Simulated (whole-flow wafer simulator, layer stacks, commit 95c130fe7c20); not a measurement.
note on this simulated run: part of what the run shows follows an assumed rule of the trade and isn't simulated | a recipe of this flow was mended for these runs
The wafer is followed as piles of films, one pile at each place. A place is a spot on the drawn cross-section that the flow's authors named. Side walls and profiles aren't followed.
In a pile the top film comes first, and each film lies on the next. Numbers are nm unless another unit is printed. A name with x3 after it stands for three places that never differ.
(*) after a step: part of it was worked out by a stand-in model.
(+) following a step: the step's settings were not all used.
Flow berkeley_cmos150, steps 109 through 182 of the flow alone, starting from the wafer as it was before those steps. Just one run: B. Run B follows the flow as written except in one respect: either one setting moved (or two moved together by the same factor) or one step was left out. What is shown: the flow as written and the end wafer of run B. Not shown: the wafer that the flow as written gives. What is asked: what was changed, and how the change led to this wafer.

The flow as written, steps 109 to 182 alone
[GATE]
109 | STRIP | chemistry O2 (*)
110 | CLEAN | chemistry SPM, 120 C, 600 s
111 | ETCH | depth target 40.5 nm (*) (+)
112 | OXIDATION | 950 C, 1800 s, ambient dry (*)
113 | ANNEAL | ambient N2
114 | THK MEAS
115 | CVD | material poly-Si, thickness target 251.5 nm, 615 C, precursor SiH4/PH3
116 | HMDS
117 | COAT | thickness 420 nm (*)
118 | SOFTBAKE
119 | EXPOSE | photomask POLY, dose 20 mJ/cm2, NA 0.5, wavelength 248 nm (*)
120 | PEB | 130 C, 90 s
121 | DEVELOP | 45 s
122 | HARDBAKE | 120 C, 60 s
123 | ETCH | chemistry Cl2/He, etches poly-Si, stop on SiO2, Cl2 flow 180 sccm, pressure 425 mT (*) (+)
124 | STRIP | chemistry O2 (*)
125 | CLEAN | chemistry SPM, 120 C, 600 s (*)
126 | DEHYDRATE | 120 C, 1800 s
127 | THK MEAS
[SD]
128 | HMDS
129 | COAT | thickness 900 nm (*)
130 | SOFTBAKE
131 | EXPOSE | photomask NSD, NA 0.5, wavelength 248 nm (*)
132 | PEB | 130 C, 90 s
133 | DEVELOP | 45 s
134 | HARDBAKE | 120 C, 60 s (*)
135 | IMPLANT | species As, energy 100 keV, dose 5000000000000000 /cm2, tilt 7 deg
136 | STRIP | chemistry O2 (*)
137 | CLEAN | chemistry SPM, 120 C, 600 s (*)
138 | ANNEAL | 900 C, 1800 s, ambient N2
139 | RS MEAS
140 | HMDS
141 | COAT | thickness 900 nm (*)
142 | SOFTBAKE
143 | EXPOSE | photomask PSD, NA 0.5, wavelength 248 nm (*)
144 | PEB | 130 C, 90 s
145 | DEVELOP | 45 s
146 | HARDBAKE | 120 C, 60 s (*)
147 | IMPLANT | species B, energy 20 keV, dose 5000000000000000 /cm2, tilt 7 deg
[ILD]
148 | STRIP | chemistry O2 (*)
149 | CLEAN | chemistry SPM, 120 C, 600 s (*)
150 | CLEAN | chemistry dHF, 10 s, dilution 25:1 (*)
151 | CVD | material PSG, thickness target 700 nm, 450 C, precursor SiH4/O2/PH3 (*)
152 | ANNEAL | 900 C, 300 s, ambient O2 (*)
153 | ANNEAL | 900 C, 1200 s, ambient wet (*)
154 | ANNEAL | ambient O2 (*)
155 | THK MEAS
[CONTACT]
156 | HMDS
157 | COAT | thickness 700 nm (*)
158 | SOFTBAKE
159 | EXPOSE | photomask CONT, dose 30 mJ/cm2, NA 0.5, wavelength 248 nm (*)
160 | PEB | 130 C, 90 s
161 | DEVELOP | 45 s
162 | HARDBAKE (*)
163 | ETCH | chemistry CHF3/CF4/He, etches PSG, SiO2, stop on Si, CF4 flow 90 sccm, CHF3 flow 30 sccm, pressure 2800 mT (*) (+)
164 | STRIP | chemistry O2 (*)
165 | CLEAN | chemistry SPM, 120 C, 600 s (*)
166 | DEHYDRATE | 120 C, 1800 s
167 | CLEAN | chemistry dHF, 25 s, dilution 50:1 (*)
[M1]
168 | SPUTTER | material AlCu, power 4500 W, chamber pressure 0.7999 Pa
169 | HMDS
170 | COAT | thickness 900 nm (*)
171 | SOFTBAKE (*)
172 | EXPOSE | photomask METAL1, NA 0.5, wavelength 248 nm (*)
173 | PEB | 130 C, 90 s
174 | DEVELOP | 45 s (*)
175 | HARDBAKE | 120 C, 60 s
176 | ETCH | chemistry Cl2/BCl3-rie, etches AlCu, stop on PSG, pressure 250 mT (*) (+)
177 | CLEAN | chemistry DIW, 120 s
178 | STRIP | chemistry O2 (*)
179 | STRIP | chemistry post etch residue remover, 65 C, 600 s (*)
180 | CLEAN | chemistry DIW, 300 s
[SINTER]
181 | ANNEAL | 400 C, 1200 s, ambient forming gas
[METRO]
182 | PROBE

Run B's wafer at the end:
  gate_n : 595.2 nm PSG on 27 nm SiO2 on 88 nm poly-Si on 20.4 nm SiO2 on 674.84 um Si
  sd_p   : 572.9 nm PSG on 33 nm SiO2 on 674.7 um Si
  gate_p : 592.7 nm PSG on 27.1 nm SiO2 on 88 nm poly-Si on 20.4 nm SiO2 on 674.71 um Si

The reason: step 115, CVD: thickness target 100.6 nm was run, though the flow has thickness target 251.5 nm.

How this came from the change, step by step:
  115 | CVD | material poly-Si, thickness target 251.5 nm, 615 C, precursor SiH4/PH3
      field, field_p, sd_n, gate_n, sd_p, gate_p, contact, m1: poly-Si gains 100.6 (new film) (as written it would have been: poly-Si gains 251.5 (new film))
  117 | COAT | thickness 420 nm (*)
      field: KrF-resist gains 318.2 (new film) (as written it would have been: KrF-resist gains 333.8 (new film))
      field_p: KrF-resist gains 404.8 (new film) (as written it would have been: KrF-resist gains 413.4 (new film))
      (also at 1 further place)
  121 | DEVELOP | 45 s
      field: KrF-resist loses 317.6 (all of it) (as written it would have been: KrF-resist loses 333.2 (all of it))
      field_p: KrF-resist loses 403.9 (all of it) (as written it would have been: KrF-resist loses 412.6 (all of it))
      (also at 1 further place)
  123 | ETCH | chemistry Cl2/He, etches poly-Si, stop on SiO2, Cl2 flow 180 sccm, pressure 425 mT (*) (+)
      field, field_p, sd_n, sd_p, contact, m1: poly-Si loses 100.6 (all of it), SiO2 loses 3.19 (as written it would have been: poly-Si loses 251.5 (all of it), SiO2 loses 3.19)
      gate_n, gate_p: KrF-resist loses 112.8 (as written it would have been: KrF-resist loses 220.6)
  124 | STRIP | chemistry O2 (*)
      gate_n: chemical SiO2 gains 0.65 (new film), KrF-resist loses 278.3 (all of it), poly-Si loses 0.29 (as written it would have been: chemical SiO2 gains 0.69 (new film), KrF-resist loses 176.1 (all of it), poly-Si loses 0.3)
      gate_p: chemical SiO2 gains 0.65 (new film), KrF-resist loses 315.1 (all of it), poly-Si loses 0.29 (as written it would have been: chemical SiO2 gains 0.69 (new film), KrF-resist loses 213.2 (all of it), poly-Si loses 0.3)
  129 | COAT | thickness 900 nm (*)
      field: thick-KrF-resist gains 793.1 (new film) (as written it would have been: thick-KrF-resist gains 809.6 (new film))
      gate_n: thick-KrF-resist gains 922.5 (new film) (as written it would have been: thick-KrF-resist gains 819.9 (new film))
      (also at 2 further places)
  133 | DEVELOP | 45 s
      gate_n: thick-KrF-resist loses 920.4 (all of it) (as written it would have been: thick-KrF-resist loses 818.1 (all of it))
  136 | STRIP | chemistry O2 (*)
      field: thick-KrF-resist loses 777.9 (all of it) (as written it would have been: thick-KrF-resist loses 794.4 (all of it))
      sd_p: thick-KrF-resist loses 1089.4 (all of it) (as written it would have been: thick-KrF-resist loses 1116.9 (all of it))
      (also at 1 further place)
  141 | COAT | thickness 900 nm (*)
      field: thick-KrF-resist gains 793.1 (new film) (as written it would have been: thick-KrF-resist gains 809.6 (new film))
      gate_n: thick-KrF-resist gains 922.3 (new film) (as written it would have been: thick-KrF-resist gains 819.7 (new film))
      (also at 2 further places)
  145 | DEVELOP | 45 s
      sd_p: thick-KrF-resist loses 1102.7 (all of it) (as written it would have been: thick-KrF-resist loses 1130.2 (all of it))
      gate_p: thick-KrF-resist loses 989.7 (all of it) (as written it would have been: thick-KrF-resist loses 886.7 (all of it))
  148 | STRIP | chemistry O2 (*)
      field: thick-KrF-resist loses 778 (all of it) (as written it would have been: thick-KrF-resist loses 794.4 (all of it))
      gate_n: thick-KrF-resist loses 906.8 (all of it), chemical SiO2 gains 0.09, poly-Si loses 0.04 (as written it would have been: thick-KrF-resist loses 804.5 (all of it), chemical SiO2 gains 0.09, poly-Si loses 0.04)
  151 | CVD | material PSG, thickness target 700 nm, 450 C, precursor SiH4/O2/PH3 (*)
      sd_p: PSG gains 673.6 (new film) (as written it would have been: PSG gains 639.5 (new film))
  153 | ANNEAL | 900 C, 1200 s, ambient wet (*)
      sd_p: PSG loses 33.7, SiO2 gains 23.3, Si loses 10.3 (as written it would have been: PSG loses 32, SiO2 gains 23.9, Si loses 10.5)
  157 | COAT | thickness 700 nm (*)
      field_p: KrF-resist gains 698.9 (new film) (as written it would have been: KrF-resist gains 716.6 (new film))
      gate_n: KrF-resist gains 726.8 (new film) (as written it would have been: KrF-resist gains 650.5 (new film))
      (also at 2 further places)
  164 | STRIP | chemistry O2 (*)
      field: KrF-resist loses 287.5 (all of it) (as written it would have been: KrF-resist loses 294.5 (all of it))
      field_p: KrF-resist loses 379.4 (all of it) (as written it would have been: KrF-resist loses 397.1 (all of it))
      (also at 3 further places)
  168 | SPUTTER | material AlCu, power 4500 W, chamber pressure 0.7999 Pa
      gate_n: AlCu gains 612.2 (new film) (as written it would have been: AlCu gains 626.1 (new film))
      sd_p: AlCu gains 562.6 (new film) (as written it would have been: AlCu gains 471.4 (new film))
      (also at 1 further place)
  ... 2 other steps ...
  176 | ETCH | chemistry Cl2/BCl3-rie, etches AlCu, stop on PSG, pressure 250 mT (*) (+)
      gate_n: AlCu loses 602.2 (all of it), PSG loses 33 (as written it would have been: AlCu loses 616.1 (all of it), PSG loses 31.2)
      sd_p: AlCu loses 552.6 (all of it), PSG loses 39.2 (as written it would have been: AlCu loses 461.4 (all of it), PSG loses 50.6)
      (also at 1 further place)
